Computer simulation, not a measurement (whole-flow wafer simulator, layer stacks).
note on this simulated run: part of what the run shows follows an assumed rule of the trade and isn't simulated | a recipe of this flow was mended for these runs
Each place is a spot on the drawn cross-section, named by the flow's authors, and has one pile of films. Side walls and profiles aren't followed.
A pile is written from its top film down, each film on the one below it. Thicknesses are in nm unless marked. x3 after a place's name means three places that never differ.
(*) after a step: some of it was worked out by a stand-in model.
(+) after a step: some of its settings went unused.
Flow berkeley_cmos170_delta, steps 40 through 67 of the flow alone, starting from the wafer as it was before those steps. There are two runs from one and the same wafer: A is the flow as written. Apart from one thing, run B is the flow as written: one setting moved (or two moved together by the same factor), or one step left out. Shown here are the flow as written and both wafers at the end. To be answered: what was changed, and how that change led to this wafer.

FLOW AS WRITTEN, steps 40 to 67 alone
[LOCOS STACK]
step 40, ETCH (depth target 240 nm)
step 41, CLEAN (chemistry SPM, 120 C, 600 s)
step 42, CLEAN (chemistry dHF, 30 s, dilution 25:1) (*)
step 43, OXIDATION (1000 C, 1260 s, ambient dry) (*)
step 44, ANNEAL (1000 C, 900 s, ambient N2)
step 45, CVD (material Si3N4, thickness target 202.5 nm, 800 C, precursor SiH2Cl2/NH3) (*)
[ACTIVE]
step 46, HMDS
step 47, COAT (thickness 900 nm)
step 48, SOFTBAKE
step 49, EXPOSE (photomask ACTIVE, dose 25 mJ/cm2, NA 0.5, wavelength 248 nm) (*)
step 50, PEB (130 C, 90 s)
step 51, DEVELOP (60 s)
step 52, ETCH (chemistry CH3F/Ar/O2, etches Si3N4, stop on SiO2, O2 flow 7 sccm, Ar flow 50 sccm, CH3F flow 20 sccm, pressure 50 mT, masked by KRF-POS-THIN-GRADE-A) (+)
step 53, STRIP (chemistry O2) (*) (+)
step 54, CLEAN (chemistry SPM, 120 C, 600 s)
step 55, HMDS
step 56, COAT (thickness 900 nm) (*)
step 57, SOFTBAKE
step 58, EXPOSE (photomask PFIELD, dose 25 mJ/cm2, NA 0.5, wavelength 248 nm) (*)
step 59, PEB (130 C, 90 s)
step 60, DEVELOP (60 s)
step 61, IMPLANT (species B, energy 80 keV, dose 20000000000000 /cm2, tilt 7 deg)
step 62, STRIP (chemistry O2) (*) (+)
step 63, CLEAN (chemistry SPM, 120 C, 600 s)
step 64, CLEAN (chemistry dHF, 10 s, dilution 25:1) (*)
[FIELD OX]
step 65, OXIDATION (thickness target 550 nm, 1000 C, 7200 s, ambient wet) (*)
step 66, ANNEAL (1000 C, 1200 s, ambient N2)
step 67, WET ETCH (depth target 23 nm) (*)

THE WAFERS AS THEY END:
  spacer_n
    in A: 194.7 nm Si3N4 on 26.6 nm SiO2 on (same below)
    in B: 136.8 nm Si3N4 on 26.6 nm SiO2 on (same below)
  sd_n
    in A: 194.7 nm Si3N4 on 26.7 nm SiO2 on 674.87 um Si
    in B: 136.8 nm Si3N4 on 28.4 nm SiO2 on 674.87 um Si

Cause: step 45, CVD: 777 C was run, whereas the flow has 800 C.

Step by step, how the change led to this:
  step 45, CVD (material Si3N4, thickness target 202.5 nm, 800 C, precursor SiH2Cl2/NH3) (*)
      field, sd_n, spacer_n and 6 more: A Si3N4 gains 202.5 (new film) | B Si3N4 gains 144.6 (new film)
  step 52, ETCH (chemistry CH3F/Ar/O2, etches Si3N4, stop on SiO2, O2 flow 7 sccm, Ar flow 50 sccm, CH3F flow 20 sccm, pressure 50 mT, masked by KRF-POS-THIN-GRADE-A) (+)
      sd_n, spacer_n, gate, sd_p, spacer_p, gate_p, contact, m1: A KrF-resist loses 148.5 | B KrF-resist loses 109.9
      field: A Si3N4 loses 202.5 (all of it), SiO2 loses 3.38 | B Si3N4 loses 144.6 (all of it), SiO2 loses 3.38
  step 53, STRIP (chemistry O2) (*) (+)
      sd_n, spacer_n, gate, sd_p, spacer_p, gate_p, contact, m1: A KrF-resist loses 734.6 (all of it) | B KrF-resist loses 773.2 (all of it)
  step 56, COAT (thickness 900 nm) (*)
      sd_n: A KrF-resist gains 794.3 (new film) | B KrF-resist gains 823.9 (new film)
      spacer_n: A KrF-resist gains 824.6 (new film) | B KrF-resist gains 845.1 (new film)
      (and at 6 other places as well)
  step 62, STRIP (chemistry O2) (*) (+)
      sd_n: A KrF-resist loses 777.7 (all of it) | B KrF-resist loses 807.1 (all of it)
      spacer_n: A KrF-resist loses 807.8 (all of it) | B KrF-resist loses 828.3 (all of it)
      (and at 6 other places as well)
  step 65, OXIDATION (thickness target 550 nm, 1000 C, 7200 s, ambient wet) (*)
      sd_n, sd_p: A SiO2 gains 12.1 (new film), Si3N4 loses 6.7, SiO2 gains 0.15, Si loses 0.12 | B SiO2 gains 12.1 (new film), Si3N4 loses 6.7, SiO2 gains 1.88, Si loses 0.82
